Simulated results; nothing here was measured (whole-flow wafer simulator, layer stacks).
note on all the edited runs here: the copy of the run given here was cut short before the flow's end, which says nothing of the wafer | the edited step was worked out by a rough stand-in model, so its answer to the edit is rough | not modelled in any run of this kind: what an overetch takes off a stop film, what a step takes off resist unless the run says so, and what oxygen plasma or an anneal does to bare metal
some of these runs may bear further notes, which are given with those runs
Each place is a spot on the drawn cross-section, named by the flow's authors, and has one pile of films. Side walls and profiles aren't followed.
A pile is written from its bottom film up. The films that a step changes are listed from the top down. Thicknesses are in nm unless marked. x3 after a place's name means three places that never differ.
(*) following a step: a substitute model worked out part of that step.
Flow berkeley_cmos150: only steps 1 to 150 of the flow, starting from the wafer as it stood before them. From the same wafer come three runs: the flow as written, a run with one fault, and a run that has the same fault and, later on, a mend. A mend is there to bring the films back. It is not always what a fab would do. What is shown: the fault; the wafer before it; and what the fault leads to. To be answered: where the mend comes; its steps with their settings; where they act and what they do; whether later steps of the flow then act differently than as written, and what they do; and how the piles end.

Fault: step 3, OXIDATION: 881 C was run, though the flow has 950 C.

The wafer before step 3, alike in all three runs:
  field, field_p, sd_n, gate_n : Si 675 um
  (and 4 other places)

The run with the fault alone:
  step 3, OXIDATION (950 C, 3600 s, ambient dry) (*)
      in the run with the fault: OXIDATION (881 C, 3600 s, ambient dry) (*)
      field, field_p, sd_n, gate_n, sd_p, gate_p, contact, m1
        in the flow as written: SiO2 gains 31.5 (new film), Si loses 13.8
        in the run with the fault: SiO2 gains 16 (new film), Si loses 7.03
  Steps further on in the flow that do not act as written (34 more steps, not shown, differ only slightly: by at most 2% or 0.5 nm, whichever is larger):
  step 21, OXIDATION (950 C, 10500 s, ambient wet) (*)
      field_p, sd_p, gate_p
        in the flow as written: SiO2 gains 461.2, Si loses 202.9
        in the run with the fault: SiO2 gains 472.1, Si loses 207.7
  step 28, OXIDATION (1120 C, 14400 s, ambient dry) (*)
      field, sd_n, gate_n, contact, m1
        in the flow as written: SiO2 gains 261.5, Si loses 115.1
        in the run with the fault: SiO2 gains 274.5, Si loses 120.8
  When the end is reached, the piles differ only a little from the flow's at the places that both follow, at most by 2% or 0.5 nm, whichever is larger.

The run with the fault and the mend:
  After step 4 comes the mend.
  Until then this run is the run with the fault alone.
  step 4a, OXIDATION (950 C, 2241 s, ambient dry) (*) (the flow's step 3 again, with other settings)
      field, field_p, sd_n, gate_n, sd_p, gate_p, contact, m1
        SiO2 gains 15.5, Si loses 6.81
  Every later step of the flow that is run acts as written at every place that is followed.
  The piles end the same as the flow's at every place that both follow.
